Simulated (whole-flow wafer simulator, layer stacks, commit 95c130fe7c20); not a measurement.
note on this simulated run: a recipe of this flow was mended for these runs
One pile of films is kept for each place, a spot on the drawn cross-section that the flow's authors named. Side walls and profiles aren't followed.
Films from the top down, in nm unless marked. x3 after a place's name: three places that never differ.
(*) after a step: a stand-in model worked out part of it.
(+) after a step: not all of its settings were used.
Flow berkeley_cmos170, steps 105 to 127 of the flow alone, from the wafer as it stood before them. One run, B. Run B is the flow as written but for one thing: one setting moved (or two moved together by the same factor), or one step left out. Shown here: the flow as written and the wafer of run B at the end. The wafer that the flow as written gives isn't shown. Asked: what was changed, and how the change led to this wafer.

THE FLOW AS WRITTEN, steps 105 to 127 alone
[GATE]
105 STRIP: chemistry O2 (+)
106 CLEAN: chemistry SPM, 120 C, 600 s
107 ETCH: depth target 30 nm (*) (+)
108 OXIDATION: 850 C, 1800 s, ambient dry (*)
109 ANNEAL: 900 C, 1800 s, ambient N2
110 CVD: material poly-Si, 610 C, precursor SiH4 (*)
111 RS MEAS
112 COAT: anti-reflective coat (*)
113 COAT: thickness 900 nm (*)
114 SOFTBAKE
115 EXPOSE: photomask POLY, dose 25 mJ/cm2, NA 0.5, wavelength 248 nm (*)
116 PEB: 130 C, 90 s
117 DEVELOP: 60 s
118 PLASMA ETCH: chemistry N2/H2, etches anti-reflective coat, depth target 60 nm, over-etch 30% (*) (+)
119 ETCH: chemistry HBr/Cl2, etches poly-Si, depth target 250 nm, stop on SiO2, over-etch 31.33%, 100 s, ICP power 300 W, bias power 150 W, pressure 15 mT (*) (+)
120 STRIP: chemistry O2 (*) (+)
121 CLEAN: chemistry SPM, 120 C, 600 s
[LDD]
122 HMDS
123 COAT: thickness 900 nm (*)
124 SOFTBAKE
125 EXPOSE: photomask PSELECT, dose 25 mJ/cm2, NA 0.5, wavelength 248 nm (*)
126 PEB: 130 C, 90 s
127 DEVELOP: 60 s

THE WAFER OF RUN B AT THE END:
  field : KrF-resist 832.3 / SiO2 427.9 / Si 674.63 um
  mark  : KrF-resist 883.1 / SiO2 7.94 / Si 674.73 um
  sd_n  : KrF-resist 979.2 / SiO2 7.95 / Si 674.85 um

The cause: step 108, OXIDATION: 2232 s was run, where the flow has 1800 s.

How the change led to this, step by step:
  108 OXIDATION: 850 C, 1800 s, ambient dry (*)
      mark, sd_n, spacer_n and 9 more: SiO2 +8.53 (new film), Si -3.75 (as written it would be: SiO2 +7.48 (new film), Si -3.29)
